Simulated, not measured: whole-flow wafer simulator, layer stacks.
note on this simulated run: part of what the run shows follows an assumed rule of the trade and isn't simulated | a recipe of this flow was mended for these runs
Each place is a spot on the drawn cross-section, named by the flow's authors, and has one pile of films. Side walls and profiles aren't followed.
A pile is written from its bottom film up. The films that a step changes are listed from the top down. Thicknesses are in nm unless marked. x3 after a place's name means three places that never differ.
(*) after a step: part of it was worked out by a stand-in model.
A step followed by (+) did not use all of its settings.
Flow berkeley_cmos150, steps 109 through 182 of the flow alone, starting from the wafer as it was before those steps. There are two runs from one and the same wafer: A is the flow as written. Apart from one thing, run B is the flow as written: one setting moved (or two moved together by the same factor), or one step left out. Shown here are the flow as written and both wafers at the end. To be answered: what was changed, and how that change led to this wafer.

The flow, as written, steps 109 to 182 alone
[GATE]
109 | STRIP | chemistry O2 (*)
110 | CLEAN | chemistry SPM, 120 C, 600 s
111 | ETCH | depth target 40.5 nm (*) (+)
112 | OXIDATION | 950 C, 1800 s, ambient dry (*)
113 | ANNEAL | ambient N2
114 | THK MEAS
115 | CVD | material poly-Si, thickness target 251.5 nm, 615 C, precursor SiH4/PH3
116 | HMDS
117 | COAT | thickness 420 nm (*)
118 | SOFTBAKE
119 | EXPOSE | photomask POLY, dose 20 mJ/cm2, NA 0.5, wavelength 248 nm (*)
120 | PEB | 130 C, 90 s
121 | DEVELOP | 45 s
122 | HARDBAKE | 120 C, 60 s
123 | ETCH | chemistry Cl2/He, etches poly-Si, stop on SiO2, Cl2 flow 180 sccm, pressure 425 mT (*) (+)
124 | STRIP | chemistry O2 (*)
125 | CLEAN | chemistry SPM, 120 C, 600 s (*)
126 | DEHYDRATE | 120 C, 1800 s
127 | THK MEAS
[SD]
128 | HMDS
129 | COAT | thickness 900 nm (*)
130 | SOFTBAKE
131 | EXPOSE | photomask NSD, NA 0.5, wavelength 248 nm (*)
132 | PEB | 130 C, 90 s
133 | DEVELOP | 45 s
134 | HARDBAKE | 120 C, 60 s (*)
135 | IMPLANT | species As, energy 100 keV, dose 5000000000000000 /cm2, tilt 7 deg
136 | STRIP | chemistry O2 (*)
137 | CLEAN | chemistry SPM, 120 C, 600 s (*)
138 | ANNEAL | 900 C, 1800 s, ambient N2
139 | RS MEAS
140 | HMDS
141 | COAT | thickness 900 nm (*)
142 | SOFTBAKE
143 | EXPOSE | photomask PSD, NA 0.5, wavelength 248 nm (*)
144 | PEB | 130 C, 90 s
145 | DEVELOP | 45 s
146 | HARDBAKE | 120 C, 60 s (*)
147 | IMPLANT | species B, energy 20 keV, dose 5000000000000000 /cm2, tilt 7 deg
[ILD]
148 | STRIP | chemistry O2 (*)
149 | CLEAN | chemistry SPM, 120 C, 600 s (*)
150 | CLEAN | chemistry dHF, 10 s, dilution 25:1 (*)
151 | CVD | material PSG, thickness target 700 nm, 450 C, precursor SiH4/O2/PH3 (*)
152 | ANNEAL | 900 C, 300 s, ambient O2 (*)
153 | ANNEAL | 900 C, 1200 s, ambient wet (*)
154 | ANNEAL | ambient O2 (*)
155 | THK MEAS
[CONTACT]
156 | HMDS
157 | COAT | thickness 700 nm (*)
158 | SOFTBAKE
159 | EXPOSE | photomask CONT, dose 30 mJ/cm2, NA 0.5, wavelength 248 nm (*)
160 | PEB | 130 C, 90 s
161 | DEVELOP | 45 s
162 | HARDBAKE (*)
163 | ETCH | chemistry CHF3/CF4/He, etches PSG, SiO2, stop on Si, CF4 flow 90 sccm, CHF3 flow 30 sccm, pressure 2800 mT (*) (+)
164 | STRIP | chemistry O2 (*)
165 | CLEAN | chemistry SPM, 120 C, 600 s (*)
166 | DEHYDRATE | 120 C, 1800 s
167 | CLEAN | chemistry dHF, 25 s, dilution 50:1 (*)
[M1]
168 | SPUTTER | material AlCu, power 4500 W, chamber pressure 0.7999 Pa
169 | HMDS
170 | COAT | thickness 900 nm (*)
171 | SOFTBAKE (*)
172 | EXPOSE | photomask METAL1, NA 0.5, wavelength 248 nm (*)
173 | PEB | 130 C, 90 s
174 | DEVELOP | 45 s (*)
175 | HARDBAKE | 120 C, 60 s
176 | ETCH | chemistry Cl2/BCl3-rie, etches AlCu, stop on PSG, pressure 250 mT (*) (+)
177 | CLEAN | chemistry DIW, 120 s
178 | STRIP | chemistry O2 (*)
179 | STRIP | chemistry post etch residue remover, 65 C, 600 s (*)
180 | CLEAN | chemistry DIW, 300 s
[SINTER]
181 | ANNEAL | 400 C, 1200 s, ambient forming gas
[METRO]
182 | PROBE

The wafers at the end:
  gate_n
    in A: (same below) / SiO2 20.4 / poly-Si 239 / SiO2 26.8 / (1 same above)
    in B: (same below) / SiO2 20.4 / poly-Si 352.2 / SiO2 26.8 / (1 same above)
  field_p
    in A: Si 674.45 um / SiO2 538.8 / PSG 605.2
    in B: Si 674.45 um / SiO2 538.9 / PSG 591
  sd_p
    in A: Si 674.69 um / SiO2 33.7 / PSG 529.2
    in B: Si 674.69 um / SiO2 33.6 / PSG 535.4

Cause: step 115, CVD: thickness target 364.7 nm was run, though the flow has thickness target 251.5 nm.

Step by step, how the change led to this:
  115 | CVD | material poly-Si, thickness target 251.5 nm, 615 C, precursor SiH4/PH3
      field, field_p, sd_n, gate_n, sd_p, gate_p, contact, m1: A +251.5 poly-Si (new film) | B +364.7 poly-Si (new film)
  123 | ETCH | chemistry Cl2/He, etches poly-Si, stop on SiO2, Cl2 flow 180 sccm, pressure 425 mT (*) (+)
      field, field_p, sd_n, sd_p, contact, m1: A -251.5 poly-Si (all of it), -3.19 SiO2 | B -364.7 poly-Si (all of it), -3.19 SiO2
      gate_n, gate_p: A -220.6 KrF-resist | B -301.5 KrF-resist
  124 | STRIP | chemistry O2 (*)
      gate_n: A +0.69 chemical SiO2 (new film), -176.1 KrF-resist (all of it), -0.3 poly-Si | B +0.72 chemical SiO2 (new film), -95.6 KrF-resist (all of it), -0.32 poly-Si
      gate_p: A +0.69 chemical SiO2 (new film), -213.2 KrF-resist (all of it), -0.3 poly-Si | B +0.72 chemical SiO2 (new film), -132.6 KrF-resist (all of it), -0.32 poly-Si
  129 | COAT | thickness 900 nm (*)
      gate_n: A +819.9 thick-KrF-resist (new film) | B +738.8 thick-KrF-resist (new film)
      gate_p: A +888.9 thick-KrF-resist (new film) | B +806.2 thick-KrF-resist (new film)
  133 | DEVELOP | 45 s
      gate_n: A -818.1 thick-KrF-resist (all of it) | B -737.1 thick-KrF-resist (all of it)
  136 | STRIP | chemistry O2 (*)
      gate_p: A -873.6 thick-KrF-resist (all of it), +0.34 chemical SiO2, -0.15 poly-Si | B -791 thick-KrF-resist (all of it), +0.34 chemical SiO2, -0.15 poly-Si
  141 | COAT | thickness 900 nm (*)
      gate_n: A +819.7 thick-KrF-resist (new film) | B +738.5 thick-KrF-resist (new film)
      gate_p: A +888.8 thick-KrF-resist (new film) | B +806.1 thick-KrF-resist (new film)
  145 | DEVELOP | 45 s
      gate_p: A -886.7 thick-KrF-resist (all of it) | B -804.2 thick-KrF-resist (all of it)
  148 | STRIP | chemistry O2 (*)
      gate_n: A -804.5 thick-KrF-resist (all of it), +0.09 chemical SiO2, -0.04 poly-Si | B -723.5 thick-KrF-resist (all of it), +0.09 chemical SiO2, -0.04 poly-Si
  153 | ANNEAL | 900 C, 1200 s, ambient wet (*)
      field_p: A -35 PSG, +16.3 SiO2, -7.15 Si | B -34.3 PSG, +16.4 SiO2, -7.21 Si
  157 | COAT | thickness 700 nm (*)
      field_p: A +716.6 KrF-resist (new film) | B +739.7 KrF-resist (new film)
      gate_n: A +650.5 KrF-resist (new film) | B +601.8 KrF-resist (new film)
      (and at 2 other places as well)
  164 | STRIP | chemistry O2 (*)
      field_p: A -397.1 KrF-resist (all of it) | B -420.1 KrF-resist (all of it)
      gate_n: A -331.2 KrF-resist (all of it) | B -282.6 KrF-resist (all of it)
      (and at 2 other places as well)
  170 | COAT | thickness 900 nm (*)
      field_p: A +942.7 thick-KrF-resist (new film) | B +974.1 thick-KrF-resist (new film)
      sd_n: A +1135.4 thick-KrF-resist (new film) | B +1166.2 thick-KrF-resist (new film)
      (and at 2 other places as well)
  174 | DEVELOP | 45 s (*)
      field_p: A -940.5 thick-KrF-resist (all of it), -10 AlCu | B -971.7 thick-KrF-resist (all of it), -10 AlCu
      sd_n: A -1132.6 thick-KrF-resist (all of it), -10 AlCu | B -1163.3 thick-KrF-resist (all of it), -10 AlCu
      (and at 2 other places as well)
  176 | ETCH | chemistry Cl2/BCl3-rie, etches AlCu, stop on PSG, pressure 250 mT (*) (+)
      field_p: A -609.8 AlCu (all of it), -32 PSG | B -598.6 AlCu (all of it), -33.4 PSG
      sd_p: A -461.4 AlCu (all of it), -50.6 PSG | B -471 AlCu (all of it), -49.4 PSG
